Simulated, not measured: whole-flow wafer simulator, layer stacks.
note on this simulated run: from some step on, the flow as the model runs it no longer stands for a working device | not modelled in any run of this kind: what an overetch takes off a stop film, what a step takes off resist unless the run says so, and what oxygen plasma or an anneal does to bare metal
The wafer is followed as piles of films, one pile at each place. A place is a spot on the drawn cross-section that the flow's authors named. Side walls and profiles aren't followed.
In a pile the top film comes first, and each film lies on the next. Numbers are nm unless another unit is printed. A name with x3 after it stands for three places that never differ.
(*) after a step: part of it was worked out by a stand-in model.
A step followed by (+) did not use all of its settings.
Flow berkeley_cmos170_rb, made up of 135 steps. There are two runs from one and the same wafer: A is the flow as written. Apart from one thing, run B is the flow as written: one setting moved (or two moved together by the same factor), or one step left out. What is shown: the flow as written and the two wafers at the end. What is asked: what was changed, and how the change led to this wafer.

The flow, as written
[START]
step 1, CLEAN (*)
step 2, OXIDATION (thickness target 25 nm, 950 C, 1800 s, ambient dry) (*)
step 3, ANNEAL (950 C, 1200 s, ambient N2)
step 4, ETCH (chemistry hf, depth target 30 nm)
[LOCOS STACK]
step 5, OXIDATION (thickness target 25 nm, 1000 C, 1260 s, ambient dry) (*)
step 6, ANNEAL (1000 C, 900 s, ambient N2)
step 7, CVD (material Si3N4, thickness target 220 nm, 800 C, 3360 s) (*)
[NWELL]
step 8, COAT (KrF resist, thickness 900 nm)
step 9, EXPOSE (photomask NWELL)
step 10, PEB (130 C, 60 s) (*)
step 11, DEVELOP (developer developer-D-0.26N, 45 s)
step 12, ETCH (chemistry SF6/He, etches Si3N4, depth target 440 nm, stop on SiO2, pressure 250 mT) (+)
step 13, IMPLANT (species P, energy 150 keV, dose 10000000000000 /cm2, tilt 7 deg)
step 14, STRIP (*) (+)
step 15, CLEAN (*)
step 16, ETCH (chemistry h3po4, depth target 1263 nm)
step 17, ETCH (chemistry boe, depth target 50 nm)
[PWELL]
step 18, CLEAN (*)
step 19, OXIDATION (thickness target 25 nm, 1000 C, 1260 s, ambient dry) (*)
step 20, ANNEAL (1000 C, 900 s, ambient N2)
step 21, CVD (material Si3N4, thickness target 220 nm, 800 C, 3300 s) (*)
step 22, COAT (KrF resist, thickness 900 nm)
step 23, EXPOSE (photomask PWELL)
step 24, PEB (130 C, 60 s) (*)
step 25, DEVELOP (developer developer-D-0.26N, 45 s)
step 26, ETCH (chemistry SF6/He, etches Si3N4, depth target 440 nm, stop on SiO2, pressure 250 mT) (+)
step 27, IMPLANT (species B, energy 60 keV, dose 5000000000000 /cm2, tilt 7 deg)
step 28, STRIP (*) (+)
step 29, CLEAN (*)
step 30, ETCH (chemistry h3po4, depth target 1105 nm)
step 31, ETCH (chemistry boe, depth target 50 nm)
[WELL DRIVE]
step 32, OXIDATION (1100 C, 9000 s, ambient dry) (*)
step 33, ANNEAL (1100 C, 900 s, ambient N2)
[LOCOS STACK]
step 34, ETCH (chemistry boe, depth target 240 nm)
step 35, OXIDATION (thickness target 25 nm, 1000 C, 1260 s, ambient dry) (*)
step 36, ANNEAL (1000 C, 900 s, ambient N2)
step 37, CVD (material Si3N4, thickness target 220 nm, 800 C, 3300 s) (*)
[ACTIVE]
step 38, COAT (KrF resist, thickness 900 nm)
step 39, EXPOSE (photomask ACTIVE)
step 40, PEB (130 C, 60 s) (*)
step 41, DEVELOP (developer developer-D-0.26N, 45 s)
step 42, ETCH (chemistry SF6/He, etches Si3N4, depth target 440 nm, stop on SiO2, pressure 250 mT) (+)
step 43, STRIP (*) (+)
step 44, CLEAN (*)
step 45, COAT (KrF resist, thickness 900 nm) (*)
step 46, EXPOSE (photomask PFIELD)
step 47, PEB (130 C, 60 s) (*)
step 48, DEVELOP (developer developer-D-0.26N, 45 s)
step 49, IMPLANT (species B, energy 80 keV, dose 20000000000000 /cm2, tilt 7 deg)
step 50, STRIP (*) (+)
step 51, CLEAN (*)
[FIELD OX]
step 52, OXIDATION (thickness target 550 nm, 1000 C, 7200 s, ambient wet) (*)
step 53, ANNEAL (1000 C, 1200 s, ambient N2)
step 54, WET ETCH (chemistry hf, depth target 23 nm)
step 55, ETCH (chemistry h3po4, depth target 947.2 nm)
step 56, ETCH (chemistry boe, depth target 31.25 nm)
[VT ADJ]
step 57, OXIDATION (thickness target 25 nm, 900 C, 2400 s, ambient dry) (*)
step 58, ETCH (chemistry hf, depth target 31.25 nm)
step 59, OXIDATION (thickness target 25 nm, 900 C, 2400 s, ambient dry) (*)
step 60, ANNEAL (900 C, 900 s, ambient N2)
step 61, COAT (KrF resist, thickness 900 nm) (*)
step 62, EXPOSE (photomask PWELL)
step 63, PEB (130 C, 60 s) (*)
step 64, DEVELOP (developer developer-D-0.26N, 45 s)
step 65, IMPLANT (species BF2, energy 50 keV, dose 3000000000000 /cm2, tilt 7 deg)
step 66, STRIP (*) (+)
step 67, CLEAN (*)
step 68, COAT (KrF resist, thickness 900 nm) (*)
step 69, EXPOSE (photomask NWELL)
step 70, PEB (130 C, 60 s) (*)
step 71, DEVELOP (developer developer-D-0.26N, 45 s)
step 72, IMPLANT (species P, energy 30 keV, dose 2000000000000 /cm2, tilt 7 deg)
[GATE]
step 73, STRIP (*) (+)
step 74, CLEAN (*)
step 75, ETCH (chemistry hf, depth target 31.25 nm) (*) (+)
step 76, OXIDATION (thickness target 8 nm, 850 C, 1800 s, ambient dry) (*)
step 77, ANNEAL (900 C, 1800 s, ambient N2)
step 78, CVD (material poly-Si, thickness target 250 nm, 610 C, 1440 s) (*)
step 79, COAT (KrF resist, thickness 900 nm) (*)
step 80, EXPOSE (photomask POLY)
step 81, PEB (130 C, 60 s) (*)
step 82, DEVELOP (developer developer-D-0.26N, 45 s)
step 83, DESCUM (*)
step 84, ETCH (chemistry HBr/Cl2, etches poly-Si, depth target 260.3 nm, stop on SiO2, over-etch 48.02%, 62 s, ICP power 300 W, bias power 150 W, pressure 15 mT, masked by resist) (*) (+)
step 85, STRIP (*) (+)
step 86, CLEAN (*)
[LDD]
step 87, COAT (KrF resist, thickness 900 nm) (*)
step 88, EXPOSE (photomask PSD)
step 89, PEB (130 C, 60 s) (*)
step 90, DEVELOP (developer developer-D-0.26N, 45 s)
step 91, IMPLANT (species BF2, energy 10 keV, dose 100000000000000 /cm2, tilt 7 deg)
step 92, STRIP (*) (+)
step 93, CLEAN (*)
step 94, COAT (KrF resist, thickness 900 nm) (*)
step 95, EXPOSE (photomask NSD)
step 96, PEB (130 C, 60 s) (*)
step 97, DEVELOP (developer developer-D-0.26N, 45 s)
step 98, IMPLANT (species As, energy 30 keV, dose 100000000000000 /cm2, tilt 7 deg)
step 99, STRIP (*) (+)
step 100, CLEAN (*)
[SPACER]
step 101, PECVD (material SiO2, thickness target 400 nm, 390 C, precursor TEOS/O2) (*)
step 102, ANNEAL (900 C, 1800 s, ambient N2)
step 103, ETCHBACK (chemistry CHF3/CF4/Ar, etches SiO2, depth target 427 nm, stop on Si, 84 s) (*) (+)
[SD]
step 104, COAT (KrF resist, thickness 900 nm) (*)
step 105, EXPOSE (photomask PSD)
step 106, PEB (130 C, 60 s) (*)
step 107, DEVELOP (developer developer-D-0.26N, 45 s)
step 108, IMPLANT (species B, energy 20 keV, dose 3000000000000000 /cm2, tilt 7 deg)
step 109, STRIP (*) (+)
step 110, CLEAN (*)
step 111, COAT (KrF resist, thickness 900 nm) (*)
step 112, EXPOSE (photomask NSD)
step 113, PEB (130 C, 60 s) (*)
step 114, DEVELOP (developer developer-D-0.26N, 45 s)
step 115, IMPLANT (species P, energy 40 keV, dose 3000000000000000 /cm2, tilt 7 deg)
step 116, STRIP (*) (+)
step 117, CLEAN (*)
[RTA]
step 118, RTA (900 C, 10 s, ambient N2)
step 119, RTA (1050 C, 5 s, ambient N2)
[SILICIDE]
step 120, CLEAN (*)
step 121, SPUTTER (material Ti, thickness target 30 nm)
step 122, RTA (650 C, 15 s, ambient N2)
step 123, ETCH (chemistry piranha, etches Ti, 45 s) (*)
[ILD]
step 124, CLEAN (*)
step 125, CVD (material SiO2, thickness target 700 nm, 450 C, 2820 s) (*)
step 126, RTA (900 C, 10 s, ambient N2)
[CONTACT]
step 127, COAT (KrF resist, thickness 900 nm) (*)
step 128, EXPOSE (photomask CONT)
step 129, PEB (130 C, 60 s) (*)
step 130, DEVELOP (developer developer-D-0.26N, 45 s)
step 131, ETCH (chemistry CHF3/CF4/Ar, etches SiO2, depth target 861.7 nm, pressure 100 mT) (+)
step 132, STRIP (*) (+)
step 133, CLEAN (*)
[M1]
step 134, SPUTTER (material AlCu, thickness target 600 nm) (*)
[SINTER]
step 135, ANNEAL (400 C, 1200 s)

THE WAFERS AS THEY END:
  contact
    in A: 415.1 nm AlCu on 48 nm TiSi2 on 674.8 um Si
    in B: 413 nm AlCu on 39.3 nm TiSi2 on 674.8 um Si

Cause: step 131, ETCH: depth target 1034 nm was run, while the flow as written has depth target 861.7 nm.

How this came from the change, step by step:
  step 131, ETCH (chemistry CHF3/CF4/Ar, etches SiO2, depth target 861.7 nm, pressure 100 mT) (+)
      field, sd_n, spacer_n, gate, sd_p, spacer_p, gate_p, m1: A -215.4 KrF resist | B -258.5 KrF resist
      contact: A -700 SiO2 (all of it), -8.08 TiSi2 | B -700 SiO2 (all of it), -16.7 TiSi2
  step 132, STRIP (*) (+)
      field: A -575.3 KrF resist (all of it) | B -532.2 KrF resist (all of it)
      sd_n: A -780.4 KrF resist (all of it) | B -737.3 KrF resist (all of it)
      (also at 6 further places)
